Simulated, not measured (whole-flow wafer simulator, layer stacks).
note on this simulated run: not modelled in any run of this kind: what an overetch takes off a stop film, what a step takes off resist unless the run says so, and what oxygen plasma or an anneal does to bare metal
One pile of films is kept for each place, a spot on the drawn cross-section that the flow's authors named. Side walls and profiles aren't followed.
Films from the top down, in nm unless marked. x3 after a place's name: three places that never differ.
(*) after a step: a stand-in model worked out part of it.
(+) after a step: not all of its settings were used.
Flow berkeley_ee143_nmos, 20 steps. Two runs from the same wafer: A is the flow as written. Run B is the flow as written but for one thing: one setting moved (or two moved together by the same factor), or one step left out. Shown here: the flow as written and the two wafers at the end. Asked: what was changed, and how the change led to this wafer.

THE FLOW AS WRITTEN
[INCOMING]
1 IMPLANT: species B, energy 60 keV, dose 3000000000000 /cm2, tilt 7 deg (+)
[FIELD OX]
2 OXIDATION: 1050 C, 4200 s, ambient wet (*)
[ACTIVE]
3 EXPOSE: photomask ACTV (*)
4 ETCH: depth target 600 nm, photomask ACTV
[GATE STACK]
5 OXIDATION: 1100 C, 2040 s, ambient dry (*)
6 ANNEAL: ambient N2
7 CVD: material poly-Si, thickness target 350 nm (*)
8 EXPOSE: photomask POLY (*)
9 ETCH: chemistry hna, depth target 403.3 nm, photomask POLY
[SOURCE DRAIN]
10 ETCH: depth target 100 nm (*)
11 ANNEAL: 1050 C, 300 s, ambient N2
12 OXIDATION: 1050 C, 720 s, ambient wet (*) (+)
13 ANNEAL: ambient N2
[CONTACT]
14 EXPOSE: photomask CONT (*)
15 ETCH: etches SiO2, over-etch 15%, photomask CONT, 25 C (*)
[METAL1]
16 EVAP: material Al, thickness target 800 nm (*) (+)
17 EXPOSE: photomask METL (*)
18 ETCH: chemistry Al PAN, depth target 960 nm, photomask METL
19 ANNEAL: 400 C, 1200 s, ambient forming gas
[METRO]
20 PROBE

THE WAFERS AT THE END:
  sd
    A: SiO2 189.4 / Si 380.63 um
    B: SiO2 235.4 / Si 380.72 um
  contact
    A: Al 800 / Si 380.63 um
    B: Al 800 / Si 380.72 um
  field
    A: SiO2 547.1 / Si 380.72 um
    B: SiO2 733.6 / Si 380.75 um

The cause: step 9, ETCH: depth target 281.5 nm was run, where the flow has depth target 403.3 nm.

How the change led to this, step by step:
  9 ETCH: chemistry hna, depth target 403.3 nm, photomask POLY
      sd, contact, field: A poly-Si -350 (all of it) | B poly-Si -281.5
  10 ETCH: depth target 100 nm (*)
      sd, contact: A SiO2 -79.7 (all of it) | B nothing
      field: A SiO2 -100 | B nothing
  12 OXIDATION: 1050 C, 720 s, ambient wet (*) (+)
      sd, contact: A SiO2 +189.4 (new film), Si -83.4 | B poly-Si -68.5 (all of it), SiO2 +155.7
      field: A SiO2 +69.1, Si -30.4 | B poly-Si -68.5 (all of it), SiO2 +155.7
  15 ETCH: etches SiO2, over-etch 15%, photomask CONT, 25 C (*)
      contact: A SiO2 -189.4 (all of it) | B SiO2 -235.4 (all of it)
